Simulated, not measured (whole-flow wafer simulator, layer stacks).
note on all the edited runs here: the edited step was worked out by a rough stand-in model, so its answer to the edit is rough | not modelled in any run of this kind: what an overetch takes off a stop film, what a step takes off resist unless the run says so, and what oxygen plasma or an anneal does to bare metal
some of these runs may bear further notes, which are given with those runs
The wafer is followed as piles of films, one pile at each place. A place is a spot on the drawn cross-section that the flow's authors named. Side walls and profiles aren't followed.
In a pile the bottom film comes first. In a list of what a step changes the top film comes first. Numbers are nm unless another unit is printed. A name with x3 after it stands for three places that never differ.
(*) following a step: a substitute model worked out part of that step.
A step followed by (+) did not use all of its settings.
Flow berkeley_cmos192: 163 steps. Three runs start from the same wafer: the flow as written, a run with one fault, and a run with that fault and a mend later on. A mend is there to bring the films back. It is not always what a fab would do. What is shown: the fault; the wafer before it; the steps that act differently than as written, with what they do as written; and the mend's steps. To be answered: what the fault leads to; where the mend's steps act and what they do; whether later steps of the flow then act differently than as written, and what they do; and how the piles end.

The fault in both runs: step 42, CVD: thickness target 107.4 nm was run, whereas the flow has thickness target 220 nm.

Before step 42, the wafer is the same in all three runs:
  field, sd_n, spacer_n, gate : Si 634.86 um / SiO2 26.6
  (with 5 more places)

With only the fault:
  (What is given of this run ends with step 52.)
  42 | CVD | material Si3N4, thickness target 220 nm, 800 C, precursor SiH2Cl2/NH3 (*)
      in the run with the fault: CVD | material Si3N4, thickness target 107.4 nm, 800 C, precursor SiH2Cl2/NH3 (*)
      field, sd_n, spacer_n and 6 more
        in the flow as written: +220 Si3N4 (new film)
        in the run with the fault: +107.4 Si3N4 (new film)
  Steps later in the flow that act otherwise than as written:
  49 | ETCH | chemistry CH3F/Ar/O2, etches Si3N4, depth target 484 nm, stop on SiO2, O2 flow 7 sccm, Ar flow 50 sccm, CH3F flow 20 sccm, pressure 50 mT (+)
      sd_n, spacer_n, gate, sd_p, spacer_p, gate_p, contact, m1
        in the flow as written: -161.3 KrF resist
        in the run with the fault: -86.3 KrF resist
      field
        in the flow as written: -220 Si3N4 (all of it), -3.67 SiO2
        in the run with the fault: -107.4 Si3N4 (all of it), -3.67 SiO2
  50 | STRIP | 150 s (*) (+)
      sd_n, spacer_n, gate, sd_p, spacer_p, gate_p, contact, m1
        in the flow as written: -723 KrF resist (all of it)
        in the run with the fault: -798.1 KrF resist (all of it)
  After step 52, at sd_n, spacer_n, gate, sd_p, spacer_p, gate_p, contact, m1, the piles differ from the flow's by more than 2% or 0.5 nm, whichever is larger.
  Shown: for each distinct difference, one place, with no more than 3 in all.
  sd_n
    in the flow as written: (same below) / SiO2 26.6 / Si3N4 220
    in the run with the fault: (same below) / SiO2 26.6 / Si3N4 107.4

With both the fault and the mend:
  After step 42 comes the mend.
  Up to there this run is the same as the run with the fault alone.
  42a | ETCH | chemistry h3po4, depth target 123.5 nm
      field, sd_n, spacer_n and 6 more
        -107.4 Si3N4 (all of it)
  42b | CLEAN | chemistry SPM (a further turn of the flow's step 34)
      alters no film at any place that is followed
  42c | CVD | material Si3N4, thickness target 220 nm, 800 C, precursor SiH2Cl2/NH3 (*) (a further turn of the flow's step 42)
      field, sd_n, spacer_n and 6 more
        +220 Si3N4 (new film)
  None of the later steps of the flow acts differently than as written at any place that is followed.
  At every place that both follow, the piles at the end match the flow's.
